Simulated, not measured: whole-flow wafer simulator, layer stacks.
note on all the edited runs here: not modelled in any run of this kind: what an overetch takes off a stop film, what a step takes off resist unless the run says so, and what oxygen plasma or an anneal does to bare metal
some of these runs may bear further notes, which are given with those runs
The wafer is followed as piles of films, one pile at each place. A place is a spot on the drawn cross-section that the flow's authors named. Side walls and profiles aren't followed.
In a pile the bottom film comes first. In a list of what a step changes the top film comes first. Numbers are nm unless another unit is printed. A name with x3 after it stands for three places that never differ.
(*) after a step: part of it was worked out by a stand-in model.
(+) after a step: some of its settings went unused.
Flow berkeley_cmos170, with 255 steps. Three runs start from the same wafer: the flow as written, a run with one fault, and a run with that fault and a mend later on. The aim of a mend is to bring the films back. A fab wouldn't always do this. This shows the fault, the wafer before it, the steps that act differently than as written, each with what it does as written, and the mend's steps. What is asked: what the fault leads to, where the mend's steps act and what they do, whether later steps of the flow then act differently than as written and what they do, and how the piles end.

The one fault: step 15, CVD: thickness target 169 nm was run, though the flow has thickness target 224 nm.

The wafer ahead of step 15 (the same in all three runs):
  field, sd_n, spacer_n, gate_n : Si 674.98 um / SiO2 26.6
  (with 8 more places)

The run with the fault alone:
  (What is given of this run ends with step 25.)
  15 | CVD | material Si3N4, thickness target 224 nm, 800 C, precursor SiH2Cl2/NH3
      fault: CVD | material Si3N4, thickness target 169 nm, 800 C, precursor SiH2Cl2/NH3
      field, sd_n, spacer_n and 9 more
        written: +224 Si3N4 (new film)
        fault: +169 Si3N4 (new film)
  Steps further on in the flow that do not act as written:
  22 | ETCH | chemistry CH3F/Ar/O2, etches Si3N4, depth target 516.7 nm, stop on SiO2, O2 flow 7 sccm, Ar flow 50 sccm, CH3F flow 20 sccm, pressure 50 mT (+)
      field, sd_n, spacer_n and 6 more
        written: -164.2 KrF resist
        fault: -127.6 KrF resist
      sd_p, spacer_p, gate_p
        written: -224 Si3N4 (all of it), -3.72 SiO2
        fault: -169 Si3N4 (all of it), -3.72 SiO2
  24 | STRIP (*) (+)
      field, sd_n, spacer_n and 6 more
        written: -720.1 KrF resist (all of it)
        fault: -756.8 KrF resist (all of it)
  Once step 25 is done, the piles at field, sd_n, spacer_n and 6 more depart from the flow's by more than 2% or 0.5 nm, whichever is larger.
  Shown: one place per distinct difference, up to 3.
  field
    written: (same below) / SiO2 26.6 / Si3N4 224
    fault: (same below) / SiO2 26.6 / Si3N4 169

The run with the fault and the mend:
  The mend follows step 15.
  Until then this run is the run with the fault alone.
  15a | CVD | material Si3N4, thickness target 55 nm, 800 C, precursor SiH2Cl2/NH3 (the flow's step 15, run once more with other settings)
      field, sd_n, spacer_n and 9 more
        +55 Si3N4
  Every later step of the flow that is run acts as written at every place that is followed.
  At every place that both follow, the piles at the end match the flow's.
